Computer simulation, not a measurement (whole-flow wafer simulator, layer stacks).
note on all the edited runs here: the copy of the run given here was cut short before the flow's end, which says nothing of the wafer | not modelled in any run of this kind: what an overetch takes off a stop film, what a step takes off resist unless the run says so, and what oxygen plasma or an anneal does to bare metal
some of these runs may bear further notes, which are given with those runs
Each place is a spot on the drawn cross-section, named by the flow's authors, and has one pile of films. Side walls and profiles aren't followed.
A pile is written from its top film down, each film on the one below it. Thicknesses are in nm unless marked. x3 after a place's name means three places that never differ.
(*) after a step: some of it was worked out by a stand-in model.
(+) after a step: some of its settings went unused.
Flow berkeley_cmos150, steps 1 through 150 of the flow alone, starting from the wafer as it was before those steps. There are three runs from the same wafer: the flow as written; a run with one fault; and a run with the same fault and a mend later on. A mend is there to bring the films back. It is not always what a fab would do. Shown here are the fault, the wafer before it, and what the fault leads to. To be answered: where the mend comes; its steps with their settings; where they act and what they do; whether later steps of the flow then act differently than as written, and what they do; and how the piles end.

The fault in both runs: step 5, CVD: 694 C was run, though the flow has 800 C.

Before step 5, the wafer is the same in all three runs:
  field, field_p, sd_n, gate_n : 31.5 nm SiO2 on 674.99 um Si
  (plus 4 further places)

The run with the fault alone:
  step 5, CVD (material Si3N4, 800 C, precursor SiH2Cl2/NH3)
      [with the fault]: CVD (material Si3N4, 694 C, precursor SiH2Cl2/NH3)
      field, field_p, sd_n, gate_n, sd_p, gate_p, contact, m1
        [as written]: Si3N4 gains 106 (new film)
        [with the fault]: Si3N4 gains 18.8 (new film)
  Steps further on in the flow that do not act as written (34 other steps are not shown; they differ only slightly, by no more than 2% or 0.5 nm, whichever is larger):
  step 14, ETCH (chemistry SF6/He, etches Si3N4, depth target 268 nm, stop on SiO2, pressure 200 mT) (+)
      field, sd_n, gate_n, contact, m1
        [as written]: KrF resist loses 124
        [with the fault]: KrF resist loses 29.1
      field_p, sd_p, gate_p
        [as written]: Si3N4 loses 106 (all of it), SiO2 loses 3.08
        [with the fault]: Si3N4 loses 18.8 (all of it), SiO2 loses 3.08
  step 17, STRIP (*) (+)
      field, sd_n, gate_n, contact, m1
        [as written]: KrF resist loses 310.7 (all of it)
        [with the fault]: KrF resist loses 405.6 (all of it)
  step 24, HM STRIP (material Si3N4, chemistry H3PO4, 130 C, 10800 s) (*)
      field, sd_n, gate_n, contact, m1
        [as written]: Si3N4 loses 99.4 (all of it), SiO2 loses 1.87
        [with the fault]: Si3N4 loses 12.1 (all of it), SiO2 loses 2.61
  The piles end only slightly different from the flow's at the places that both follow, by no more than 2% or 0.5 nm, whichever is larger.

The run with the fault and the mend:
  After step 13 comes the mend.
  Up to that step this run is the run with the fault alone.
  step 13a, STRIP (*) (+)
      field, sd_n, gate_n, contact, m1
        KrF resist loses 434.7 (all of it)
  step 13b, CLEAN (chemistry SPM, 600 s) (the flow's step 1 again)
      alters no film at any place that is followed
  step 13c, CVD (material Si3N4, 800 C, precursor SiH2Cl2/NH3) (the flow's step 5 again, with other settings that aren't printed)
      field, field_p, sd_n, gate_n, sd_p, gate_p, contact, m1
        Si3N4 gains 87.3
  step 13d, HMDS (the flow's step 7 again)
      alters no film at any place that is followed
  step 13e, COAT (KrF resist, thickness 450 nm) (the flow's step 8 again)
      field, field_p, sd_n, gate_n, sd_p, gate_p, contact, m1
        KrF resist gains 450 (new film)
  step 13f, SOFTBAKE (KrF resist) (the flow's step 9 again)
      alters no film at any place that is followed
  step 13g, EXPOSE (photomask NWELL, dose 30 mJ/cm2, NA 0.5, wavelength 248 nm) (*) (the flow's step 10 again)
      alters no film at any place that is followed
  step 13h, PEB (KrF resist, 130 C, 60 s) (the flow's step 11 again)
      field, field_p, sd_n, gate_n, sd_p, gate_p, contact, m1
        KrF resist loses 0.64
  step 13i, DEVELOP (KrF resist, thickness 450 nm, developer developer-D-0.26N) (the flow's step 12 again)
      field, sd_n, gate_n, contact, m1
        KrF resist loses 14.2
      field_p, sd_p, gate_p
        KrF resist loses 449.4 (all of it)
  step 13j, HARDBAKE (120 C, 1800 s) (the flow's step 13 again)
      field, sd_n, gate_n, contact, m1
        KrF resist loses 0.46
  Later steps of the flow that are run all act as written at every place that is followed, up to a difference of at most 2% or 0.5 nm, whichever is larger.
  By the end, the piles equal the flow's at every place that both follow.
